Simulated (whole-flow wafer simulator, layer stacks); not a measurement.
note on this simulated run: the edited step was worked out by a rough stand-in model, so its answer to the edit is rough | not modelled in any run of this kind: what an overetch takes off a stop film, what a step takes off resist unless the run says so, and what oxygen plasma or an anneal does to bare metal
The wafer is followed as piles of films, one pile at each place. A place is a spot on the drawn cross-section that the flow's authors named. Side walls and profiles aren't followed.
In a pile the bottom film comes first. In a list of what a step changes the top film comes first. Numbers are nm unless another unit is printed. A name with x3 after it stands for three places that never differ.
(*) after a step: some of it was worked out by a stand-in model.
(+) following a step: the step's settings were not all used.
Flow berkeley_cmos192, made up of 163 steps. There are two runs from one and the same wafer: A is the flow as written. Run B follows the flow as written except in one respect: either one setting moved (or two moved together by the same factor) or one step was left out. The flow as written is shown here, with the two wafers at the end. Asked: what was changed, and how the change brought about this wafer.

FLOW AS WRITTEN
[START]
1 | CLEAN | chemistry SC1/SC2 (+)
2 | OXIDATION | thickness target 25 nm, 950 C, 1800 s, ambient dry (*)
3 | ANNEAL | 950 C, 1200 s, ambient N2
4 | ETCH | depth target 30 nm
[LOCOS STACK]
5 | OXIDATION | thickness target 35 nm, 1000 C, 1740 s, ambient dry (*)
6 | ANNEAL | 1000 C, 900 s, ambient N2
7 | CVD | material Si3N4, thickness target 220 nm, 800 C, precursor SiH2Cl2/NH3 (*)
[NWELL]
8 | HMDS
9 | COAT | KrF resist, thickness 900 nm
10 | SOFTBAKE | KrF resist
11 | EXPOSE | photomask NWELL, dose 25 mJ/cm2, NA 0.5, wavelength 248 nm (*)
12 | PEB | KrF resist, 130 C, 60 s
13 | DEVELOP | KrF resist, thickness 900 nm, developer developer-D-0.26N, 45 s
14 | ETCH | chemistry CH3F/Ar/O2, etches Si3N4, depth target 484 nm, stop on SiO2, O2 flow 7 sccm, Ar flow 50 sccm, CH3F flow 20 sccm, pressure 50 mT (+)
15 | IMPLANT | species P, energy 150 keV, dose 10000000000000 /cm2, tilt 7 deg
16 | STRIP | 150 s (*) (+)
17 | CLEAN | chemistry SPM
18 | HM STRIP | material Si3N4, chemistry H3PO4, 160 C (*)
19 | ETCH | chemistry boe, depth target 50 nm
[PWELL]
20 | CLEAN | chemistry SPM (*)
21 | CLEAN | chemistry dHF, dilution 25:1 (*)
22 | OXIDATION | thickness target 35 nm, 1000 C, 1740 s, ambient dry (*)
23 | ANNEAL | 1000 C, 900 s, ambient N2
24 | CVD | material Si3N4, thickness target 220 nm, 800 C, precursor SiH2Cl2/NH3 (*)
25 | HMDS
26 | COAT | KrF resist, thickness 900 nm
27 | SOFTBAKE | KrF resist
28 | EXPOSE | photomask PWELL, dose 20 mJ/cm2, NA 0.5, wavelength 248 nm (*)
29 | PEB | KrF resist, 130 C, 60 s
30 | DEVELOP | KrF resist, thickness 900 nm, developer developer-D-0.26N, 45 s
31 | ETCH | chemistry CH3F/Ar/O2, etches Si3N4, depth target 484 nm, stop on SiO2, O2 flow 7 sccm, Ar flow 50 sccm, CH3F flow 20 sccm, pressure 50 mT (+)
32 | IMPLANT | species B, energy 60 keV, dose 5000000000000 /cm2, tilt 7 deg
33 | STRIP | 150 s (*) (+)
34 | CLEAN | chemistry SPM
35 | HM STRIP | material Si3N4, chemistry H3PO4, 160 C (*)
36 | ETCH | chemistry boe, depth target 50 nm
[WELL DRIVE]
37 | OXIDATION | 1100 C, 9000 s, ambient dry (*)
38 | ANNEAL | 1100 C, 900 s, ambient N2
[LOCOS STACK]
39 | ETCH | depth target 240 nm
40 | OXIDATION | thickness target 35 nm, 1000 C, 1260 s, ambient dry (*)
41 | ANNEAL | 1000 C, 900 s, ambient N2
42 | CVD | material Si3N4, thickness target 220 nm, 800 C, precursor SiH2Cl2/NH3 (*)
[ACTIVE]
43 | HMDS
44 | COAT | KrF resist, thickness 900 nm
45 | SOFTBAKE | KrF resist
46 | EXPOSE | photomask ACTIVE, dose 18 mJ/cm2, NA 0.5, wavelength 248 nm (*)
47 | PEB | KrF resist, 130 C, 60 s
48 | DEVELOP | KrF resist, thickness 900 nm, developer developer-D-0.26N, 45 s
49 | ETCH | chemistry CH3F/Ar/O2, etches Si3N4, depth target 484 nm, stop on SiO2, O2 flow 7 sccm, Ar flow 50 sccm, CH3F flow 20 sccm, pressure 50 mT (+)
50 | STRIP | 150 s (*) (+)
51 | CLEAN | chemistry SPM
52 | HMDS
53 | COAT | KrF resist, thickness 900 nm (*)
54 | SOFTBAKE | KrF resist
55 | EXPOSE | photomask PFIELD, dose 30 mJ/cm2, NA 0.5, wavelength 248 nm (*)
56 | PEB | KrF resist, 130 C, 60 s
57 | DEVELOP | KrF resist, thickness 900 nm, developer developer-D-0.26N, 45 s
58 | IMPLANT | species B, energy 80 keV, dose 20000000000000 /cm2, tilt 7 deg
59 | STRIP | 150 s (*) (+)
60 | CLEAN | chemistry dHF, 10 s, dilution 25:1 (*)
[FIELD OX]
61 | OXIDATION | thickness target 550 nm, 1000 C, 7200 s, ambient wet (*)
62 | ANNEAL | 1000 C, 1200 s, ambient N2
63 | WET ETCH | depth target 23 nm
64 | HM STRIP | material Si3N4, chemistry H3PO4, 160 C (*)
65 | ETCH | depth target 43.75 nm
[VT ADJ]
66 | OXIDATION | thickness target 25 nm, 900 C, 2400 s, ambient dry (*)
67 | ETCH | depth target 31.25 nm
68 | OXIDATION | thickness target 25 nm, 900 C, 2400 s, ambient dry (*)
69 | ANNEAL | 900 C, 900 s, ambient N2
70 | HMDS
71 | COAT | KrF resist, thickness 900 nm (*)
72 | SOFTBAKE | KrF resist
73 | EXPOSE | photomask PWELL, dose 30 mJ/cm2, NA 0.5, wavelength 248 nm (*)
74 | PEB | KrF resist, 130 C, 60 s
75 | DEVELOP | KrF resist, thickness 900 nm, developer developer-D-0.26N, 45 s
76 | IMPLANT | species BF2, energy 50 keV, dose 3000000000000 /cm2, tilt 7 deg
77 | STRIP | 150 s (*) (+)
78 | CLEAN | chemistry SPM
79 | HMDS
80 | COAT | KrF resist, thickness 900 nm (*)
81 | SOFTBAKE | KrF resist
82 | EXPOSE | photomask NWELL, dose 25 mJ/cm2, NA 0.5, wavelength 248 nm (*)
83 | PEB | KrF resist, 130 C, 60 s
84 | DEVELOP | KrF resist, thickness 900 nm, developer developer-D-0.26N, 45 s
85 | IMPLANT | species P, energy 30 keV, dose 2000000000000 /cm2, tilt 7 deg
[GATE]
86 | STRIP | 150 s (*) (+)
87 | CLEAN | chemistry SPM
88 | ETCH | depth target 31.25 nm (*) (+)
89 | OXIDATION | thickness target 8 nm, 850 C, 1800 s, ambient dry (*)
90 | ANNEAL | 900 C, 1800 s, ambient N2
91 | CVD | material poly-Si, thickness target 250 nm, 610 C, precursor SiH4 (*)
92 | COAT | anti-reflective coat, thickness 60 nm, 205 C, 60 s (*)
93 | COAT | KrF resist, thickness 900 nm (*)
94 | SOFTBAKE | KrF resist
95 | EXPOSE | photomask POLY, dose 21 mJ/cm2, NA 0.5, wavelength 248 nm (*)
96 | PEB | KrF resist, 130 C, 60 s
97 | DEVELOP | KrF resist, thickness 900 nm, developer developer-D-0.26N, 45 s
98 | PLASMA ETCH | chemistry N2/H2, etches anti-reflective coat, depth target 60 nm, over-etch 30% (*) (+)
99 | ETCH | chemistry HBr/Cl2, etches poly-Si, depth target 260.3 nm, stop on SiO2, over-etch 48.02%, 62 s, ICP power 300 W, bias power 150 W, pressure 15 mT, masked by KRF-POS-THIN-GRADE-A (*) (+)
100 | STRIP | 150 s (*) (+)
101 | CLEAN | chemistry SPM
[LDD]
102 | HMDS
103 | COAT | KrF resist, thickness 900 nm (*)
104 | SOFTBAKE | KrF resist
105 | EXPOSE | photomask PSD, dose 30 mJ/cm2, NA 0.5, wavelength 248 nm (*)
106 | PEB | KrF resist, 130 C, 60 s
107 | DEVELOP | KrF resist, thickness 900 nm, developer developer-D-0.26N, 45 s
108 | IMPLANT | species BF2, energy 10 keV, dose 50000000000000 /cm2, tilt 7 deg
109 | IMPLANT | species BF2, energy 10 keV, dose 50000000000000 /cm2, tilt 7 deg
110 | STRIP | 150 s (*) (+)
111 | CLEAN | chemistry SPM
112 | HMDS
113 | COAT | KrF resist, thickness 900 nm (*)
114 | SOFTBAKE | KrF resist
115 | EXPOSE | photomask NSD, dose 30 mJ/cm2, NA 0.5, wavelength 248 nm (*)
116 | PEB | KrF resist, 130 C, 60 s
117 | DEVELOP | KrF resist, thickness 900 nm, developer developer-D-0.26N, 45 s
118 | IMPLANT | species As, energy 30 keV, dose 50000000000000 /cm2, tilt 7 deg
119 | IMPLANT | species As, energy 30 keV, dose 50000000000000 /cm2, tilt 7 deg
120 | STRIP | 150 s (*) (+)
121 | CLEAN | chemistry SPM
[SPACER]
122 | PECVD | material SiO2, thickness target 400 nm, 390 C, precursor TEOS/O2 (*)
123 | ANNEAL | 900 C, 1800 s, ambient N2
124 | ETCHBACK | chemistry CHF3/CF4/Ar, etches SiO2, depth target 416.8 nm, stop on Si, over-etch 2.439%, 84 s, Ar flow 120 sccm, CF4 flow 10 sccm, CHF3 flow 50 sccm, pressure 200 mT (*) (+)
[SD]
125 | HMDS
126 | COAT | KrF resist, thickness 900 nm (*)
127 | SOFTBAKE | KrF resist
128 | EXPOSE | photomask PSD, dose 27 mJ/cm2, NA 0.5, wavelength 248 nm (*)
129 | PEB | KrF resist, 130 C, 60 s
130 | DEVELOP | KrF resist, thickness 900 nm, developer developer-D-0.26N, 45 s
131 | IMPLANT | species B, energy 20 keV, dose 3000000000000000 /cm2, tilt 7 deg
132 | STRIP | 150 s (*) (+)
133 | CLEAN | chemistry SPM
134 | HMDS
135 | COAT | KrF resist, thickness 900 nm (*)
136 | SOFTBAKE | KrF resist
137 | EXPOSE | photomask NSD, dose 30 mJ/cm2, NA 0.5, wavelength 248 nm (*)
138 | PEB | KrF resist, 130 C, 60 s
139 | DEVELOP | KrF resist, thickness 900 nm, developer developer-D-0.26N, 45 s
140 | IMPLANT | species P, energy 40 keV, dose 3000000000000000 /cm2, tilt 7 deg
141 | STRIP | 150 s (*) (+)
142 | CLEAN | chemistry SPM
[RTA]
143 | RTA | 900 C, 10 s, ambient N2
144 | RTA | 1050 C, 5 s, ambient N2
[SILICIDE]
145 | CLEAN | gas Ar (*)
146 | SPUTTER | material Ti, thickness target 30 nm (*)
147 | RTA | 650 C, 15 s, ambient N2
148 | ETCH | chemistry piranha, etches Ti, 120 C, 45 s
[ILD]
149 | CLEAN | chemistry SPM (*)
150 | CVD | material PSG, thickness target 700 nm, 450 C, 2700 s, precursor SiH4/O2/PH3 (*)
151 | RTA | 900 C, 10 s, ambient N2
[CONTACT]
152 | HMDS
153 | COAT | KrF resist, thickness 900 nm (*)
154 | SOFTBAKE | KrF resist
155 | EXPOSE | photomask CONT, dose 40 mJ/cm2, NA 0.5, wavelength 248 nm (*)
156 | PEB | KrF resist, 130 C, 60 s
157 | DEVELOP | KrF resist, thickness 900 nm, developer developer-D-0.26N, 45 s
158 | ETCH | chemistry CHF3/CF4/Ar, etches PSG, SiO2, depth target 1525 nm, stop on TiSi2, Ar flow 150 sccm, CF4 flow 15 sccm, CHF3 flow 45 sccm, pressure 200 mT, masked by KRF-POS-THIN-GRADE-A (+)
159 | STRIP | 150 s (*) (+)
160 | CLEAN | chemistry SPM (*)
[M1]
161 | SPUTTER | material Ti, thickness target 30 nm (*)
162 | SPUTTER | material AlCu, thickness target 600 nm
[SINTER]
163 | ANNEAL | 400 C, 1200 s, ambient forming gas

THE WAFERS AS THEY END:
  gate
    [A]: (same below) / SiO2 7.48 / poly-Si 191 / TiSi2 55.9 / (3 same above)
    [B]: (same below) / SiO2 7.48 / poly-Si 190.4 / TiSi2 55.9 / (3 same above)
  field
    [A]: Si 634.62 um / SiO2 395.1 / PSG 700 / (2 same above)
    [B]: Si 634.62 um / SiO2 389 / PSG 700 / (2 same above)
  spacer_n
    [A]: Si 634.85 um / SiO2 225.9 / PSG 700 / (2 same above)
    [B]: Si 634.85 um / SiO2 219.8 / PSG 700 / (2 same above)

The reason: step 124, ETCHBACK: over-etch 3.902% was run, whereas the flow has over-etch 2.439%.

The path from the change to this, step by step:
  124 | ETCHBACK | chemistry CHF3/CF4/Ar, etches SiO2, depth target 416.8 nm, stop on Si, over-etch 2.439%, 84 s, Ar flow 120 sccm, CF4 flow 10 sccm, CHF3 flow 50 sccm, pressure 200 mT (*) (+)
      gate, gate_p: A SiO2 loses 400 (all of it), chemical SiO2 loses 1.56 (all of it), poly-Si loses 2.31 | B SiO2 loses 400 (all of it), chemical SiO2 loses 1.56 (all of it), poly-Si loses 2.87
      spacer_n: A SiO2 loses 160 | B SiO2 loses 166.1
      (also at 1 further place)
